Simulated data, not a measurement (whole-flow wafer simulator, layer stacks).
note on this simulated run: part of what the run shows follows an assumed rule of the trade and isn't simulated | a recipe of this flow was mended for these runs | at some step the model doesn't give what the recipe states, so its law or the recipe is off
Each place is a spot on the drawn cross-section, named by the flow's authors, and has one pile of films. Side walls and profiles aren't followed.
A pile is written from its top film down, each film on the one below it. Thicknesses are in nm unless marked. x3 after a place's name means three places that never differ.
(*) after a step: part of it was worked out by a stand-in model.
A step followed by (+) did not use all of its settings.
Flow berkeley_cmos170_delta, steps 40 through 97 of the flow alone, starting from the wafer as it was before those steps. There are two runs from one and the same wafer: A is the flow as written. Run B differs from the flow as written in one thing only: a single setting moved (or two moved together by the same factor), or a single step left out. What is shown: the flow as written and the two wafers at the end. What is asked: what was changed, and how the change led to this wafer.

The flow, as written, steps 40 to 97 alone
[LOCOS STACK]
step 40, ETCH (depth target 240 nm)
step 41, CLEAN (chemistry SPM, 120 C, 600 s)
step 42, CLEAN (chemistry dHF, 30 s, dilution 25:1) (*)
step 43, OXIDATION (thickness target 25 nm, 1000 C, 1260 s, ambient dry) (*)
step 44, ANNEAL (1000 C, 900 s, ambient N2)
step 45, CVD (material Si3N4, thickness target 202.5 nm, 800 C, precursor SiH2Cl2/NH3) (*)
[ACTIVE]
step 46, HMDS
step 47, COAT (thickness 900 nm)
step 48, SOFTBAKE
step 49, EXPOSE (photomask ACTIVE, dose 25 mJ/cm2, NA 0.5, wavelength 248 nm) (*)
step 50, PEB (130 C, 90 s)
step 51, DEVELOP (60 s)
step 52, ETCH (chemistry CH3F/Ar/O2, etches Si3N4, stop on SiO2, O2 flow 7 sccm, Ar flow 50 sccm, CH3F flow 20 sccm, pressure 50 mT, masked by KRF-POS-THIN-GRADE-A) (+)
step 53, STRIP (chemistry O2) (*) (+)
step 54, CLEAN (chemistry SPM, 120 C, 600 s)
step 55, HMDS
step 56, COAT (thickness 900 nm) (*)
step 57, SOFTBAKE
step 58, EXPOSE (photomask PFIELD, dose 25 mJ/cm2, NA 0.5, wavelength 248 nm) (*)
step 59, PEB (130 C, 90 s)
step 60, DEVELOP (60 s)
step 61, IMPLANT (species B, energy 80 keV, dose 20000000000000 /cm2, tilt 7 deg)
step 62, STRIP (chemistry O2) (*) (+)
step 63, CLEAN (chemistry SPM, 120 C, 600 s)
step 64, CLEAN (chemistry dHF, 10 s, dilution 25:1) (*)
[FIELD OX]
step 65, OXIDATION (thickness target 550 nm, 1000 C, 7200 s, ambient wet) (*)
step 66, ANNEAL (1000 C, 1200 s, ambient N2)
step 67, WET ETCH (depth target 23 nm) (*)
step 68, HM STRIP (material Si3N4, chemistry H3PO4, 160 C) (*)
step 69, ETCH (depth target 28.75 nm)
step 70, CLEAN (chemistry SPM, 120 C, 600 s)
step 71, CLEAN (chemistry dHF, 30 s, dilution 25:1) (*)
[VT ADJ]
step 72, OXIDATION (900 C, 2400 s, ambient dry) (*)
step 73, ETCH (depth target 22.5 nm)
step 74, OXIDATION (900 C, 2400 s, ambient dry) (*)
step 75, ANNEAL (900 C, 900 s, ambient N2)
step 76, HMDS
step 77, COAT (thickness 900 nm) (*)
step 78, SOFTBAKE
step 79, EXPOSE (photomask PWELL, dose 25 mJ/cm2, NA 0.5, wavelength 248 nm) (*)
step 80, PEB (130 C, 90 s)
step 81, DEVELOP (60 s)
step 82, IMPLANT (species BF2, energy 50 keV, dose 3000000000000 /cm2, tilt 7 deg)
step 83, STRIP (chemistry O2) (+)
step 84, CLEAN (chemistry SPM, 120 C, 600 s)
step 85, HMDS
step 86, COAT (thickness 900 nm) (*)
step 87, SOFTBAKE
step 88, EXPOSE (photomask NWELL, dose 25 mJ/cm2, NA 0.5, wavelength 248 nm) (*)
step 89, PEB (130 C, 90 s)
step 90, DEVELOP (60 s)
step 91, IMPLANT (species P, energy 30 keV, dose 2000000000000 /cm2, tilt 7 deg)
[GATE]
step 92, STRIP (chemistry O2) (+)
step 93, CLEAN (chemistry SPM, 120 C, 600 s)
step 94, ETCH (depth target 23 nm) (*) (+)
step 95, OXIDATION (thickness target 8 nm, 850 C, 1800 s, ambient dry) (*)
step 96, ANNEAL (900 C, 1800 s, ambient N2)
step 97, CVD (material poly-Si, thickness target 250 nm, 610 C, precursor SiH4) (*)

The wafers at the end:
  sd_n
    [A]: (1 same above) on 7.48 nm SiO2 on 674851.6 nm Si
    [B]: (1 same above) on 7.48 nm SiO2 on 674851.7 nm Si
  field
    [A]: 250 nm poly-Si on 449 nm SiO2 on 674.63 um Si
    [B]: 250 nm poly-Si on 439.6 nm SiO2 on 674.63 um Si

The reason: step 45, CVD: thickness target 324 nm was run, while the flow as written has thickness target 202.5 nm.

Step by step, how the change led to this:
  step 45, CVD (material Si3N4, thickness target 202.5 nm, 800 C, precursor SiH2Cl2/NH3) (*)
      field, sd_n, spacer_n and 6 more: A Si3N4 gains 202.5 (new film) | B Si3N4 gains 324 (new film)
  step 52, ETCH (chemistry CH3F/Ar/O2, etches Si3N4, stop on SiO2, O2 flow 7 sccm, Ar flow 50 sccm, CH3F flow 20 sccm, pressure 50 mT, masked by KRF-POS-THIN-GRADE-A) (+)
      sd_n, spacer_n, gate, sd_p, spacer_p, gate_p, contact, m1: A KrF-resist loses 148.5 | B KrF-resist loses 229.5
      field: A Si3N4 loses 202.5 (all of it), SiO2 loses 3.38 | B Si3N4 loses 324 (all of it), SiO2 loses 3.38
  step 53, STRIP (chemistry O2) (*) (+)
      sd_n, spacer_n, gate, sd_p, spacer_p, gate_p, contact, m1: A KrF-resist loses 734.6 (all of it) | B KrF-resist loses 653.6 (all of it)
  step 56, COAT (thickness 900 nm) (*)
      field: A KrF-resist gains 956.4 (new film) | B KrF-resist gains 990.8 (new film)
      sd_n: A KrF-resist gains 794.3 (new film) | B KrF-resist gains 733 (new film)
      (as well as at 7 more places)
  step 60, DEVELOP (60 s)
      field: A KrF-resist loses 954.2 (all of it) | B KrF-resist loses 988.6 (all of it)
  step 62, STRIP (chemistry O2) (*) (+)
      sd_n: A KrF-resist loses 777.7 (all of it) | B KrF-resist loses 716.5 (all of it)
      spacer_n: A KrF-resist loses 807.8 (all of it) | B KrF-resist loses 766.4 (all of it)
      (as well as at 6 more places)
  step 65, OXIDATION (thickness target 550 nm, 1000 C, 7200 s, ambient wet) (*)
      sd_n, sd_p: A SiO2 gains 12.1 (new film), Si3N4 loses 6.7, SiO2 gains 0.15, Si loses 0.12 | B SiO2 gains 12.1 (new film), Si3N4 loses 6.7
  step 68, HM STRIP (material Si3N4, chemistry H3PO4, 160 C) (*)
      sd_n, spacer_n, gate, sd_p, spacer_p, gate_p, contact, m1: A Si3N4 loses 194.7 (all of it), SiO2 loses 9.06 | B Si3N4 loses 316.2 (all of it), SiO2 loses 14.7
      field: A SiO2 loses 15.1 | B SiO2 loses 24.6
  step 69, ETCH (depth target 28.75 nm)
      spacer_n, gate, spacer_p, gate_p, m1: A SiO2 loses 17.5 (all of it) | B SiO2 loses 11.8 (all of it)
      sd_n, sd_p: A SiO2 loses 17.6 (all of it) | B SiO2 loses 11.8 (all of it)
      (as well as at 1 more place)
